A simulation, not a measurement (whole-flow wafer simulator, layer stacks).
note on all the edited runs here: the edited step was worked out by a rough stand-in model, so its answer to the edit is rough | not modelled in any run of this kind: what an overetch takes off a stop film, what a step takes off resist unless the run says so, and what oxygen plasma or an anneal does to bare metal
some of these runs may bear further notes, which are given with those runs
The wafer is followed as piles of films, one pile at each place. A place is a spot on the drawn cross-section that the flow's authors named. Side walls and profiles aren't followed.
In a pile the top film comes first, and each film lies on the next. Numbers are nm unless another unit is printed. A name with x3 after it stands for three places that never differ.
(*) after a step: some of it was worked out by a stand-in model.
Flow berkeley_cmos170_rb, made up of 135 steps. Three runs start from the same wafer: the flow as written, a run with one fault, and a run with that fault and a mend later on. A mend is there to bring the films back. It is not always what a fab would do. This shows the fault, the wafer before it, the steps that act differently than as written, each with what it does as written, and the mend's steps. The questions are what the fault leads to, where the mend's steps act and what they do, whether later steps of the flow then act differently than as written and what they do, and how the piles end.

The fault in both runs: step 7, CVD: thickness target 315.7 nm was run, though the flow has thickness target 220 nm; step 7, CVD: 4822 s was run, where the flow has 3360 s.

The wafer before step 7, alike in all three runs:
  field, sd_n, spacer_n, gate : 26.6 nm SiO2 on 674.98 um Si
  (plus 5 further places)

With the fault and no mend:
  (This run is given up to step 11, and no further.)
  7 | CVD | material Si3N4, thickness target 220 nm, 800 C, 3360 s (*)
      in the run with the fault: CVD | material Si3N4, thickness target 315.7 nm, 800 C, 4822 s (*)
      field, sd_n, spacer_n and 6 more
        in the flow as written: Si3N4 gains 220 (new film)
        in the run with the fault: Si3N4 gains 315.7 (new film)
  Later steps of the flow up to step 11 that are run all act as written at every place that is followed.
  Once step 11 is done, the piles at field, sd_n, spacer_n and 6 more depart from the flow's by more than 2% or 0.5 nm, whichever is larger.
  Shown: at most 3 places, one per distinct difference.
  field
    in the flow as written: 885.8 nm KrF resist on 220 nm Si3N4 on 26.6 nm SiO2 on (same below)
    in the run with the fault: 885.8 nm KrF resist on 315.7 nm Si3N4 on 26.6 nm SiO2 on (same below)
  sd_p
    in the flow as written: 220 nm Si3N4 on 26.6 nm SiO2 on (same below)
    in the run with the fault: 315.7 nm Si3N4 on 26.6 nm SiO2 on (same below)

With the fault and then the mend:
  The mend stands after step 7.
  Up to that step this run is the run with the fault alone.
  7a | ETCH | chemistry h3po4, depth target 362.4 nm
      field, sd_n, spacer_n and 6 more
        Si3N4 loses 315.7 (all of it)
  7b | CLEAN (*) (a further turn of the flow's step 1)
      does not change any film at any place that is followed
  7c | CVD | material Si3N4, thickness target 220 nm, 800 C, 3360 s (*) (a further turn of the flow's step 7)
      field, sd_n, spacer_n and 6 more
        Si3N4 gains 220 (new film)
  Later steps of the flow that are run all act as written at every place that is followed.
  At every place that both follow, the piles at the end match the flow's.
